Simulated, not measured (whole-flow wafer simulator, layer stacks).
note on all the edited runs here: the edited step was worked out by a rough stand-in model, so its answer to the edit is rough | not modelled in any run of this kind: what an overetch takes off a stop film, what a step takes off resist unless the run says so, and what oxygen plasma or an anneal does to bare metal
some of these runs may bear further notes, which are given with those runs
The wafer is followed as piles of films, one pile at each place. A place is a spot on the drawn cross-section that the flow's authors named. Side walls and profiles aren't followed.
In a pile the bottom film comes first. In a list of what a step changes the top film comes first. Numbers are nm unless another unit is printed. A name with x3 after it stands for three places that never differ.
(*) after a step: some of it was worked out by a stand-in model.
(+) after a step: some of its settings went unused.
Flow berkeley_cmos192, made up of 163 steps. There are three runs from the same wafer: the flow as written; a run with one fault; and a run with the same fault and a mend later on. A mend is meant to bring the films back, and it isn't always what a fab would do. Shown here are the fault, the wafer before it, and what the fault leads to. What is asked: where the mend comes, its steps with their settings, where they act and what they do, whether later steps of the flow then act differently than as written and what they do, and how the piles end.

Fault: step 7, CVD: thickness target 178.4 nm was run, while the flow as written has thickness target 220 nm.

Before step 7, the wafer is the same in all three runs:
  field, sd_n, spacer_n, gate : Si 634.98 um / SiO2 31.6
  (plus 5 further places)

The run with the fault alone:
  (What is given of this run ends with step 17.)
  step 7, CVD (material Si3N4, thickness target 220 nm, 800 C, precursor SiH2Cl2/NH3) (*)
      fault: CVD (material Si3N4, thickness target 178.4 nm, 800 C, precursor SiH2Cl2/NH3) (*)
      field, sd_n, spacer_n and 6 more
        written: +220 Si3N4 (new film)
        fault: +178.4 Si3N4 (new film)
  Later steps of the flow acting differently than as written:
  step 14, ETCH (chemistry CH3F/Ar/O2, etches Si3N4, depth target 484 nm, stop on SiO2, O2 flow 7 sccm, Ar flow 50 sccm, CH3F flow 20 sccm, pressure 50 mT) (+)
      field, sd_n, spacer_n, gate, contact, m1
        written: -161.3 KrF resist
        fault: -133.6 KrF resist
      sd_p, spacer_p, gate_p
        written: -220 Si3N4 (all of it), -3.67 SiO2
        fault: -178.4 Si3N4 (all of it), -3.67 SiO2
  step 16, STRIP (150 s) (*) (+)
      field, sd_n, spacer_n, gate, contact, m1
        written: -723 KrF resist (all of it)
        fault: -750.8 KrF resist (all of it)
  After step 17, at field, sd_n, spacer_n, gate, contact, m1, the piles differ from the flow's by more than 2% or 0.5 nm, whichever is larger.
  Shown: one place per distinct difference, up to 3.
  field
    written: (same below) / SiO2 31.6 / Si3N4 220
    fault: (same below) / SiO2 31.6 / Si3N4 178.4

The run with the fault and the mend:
  The mend stands after step 7.
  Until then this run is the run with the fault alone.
  step 7a, CVD (material Si3N4, thickness target 41.58 nm, 800 C, precursor SiH2Cl2/NH3) (*) (the flow's step 7, run once more with other settings)
      field, sd_n, spacer_n and 6 more
        +41.6 Si3N4
  None of the later steps of the flow acts differently than as written at any place that is followed.
  The piles end the same as the flow's at every place that both follow.
